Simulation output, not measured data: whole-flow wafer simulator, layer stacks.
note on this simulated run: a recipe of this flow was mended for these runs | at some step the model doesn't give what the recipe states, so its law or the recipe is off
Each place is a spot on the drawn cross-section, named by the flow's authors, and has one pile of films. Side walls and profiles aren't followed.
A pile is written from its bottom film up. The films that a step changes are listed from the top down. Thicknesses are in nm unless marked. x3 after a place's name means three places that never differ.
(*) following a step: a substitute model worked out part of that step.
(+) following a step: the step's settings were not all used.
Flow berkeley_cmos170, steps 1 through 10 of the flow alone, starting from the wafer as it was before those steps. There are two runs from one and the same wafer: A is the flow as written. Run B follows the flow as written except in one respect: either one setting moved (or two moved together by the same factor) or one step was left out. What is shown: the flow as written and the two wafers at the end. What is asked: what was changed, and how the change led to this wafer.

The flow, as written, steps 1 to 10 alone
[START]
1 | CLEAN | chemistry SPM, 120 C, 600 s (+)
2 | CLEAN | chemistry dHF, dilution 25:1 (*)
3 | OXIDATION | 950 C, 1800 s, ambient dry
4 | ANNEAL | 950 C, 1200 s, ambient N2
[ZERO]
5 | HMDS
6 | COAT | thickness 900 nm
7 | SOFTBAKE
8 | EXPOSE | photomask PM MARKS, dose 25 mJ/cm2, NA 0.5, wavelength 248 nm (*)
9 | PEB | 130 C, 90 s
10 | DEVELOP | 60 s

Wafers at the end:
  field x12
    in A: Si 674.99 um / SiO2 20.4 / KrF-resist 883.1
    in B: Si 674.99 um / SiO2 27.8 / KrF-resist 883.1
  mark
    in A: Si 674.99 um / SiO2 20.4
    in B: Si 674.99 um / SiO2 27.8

The reason: step 3, OXIDATION: 985 C was run, whereas the flow has 950 C.

Step by step, how the change led to this:
  3 | OXIDATION | 950 C, 1800 s, ambient dry
      field x12, mark: A SiO2 gains 20.4 (new film), Si loses 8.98 | B SiO2 gains 27.8 (new film), Si loses 12.2
